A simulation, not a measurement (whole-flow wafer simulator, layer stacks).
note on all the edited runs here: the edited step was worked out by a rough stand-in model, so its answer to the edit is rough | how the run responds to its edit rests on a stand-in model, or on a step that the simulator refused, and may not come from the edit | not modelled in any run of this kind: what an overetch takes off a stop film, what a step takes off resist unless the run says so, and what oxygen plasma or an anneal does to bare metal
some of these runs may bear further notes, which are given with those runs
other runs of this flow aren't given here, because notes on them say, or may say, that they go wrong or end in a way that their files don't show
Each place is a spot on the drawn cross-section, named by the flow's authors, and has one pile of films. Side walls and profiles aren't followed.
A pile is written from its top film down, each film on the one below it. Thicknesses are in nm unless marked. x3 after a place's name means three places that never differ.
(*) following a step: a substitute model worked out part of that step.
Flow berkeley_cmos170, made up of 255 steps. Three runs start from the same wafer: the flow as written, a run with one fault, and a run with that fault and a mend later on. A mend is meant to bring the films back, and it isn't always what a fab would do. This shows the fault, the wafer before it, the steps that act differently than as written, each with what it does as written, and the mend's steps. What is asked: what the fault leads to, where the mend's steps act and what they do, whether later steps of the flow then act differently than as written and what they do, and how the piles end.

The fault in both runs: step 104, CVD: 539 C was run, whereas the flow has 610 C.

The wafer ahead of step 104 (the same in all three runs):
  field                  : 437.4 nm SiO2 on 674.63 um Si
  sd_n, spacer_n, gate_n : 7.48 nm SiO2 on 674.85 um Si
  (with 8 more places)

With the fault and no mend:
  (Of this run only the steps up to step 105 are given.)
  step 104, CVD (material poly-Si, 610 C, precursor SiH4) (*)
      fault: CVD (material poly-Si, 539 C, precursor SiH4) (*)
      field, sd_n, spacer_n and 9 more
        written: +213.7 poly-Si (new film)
        fault: +39.4 poly-Si (new film)
  None of the later steps of the flow up to step 105 acts differently than as written at any place that is followed.
  After step 105, at field, sd_n, spacer_n and 9 more, the piles differ from the flow's by more than 2% or 0.5 nm, whichever is larger.
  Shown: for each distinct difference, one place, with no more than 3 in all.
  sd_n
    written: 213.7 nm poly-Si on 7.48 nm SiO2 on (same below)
    fault: 39.4 nm poly-Si on 7.48 nm SiO2 on (same below)
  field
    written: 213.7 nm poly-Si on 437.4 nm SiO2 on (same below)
    fault: 39.4 nm poly-Si on 437.4 nm SiO2 on (same below)

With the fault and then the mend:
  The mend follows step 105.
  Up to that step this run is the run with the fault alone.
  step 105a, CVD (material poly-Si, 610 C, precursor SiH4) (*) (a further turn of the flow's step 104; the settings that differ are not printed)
      field, sd_n, spacer_n and 9 more
        +174.2 poly-Si
  None of the later steps of the flow differs from how it acts as written, at any place that is followed, by more than 2% or 0.5 nm, whichever is larger.
  At the end the piles are close to the flow's at the places that both follow, differing by at most 2% or 0.5 nm, whichever is larger.
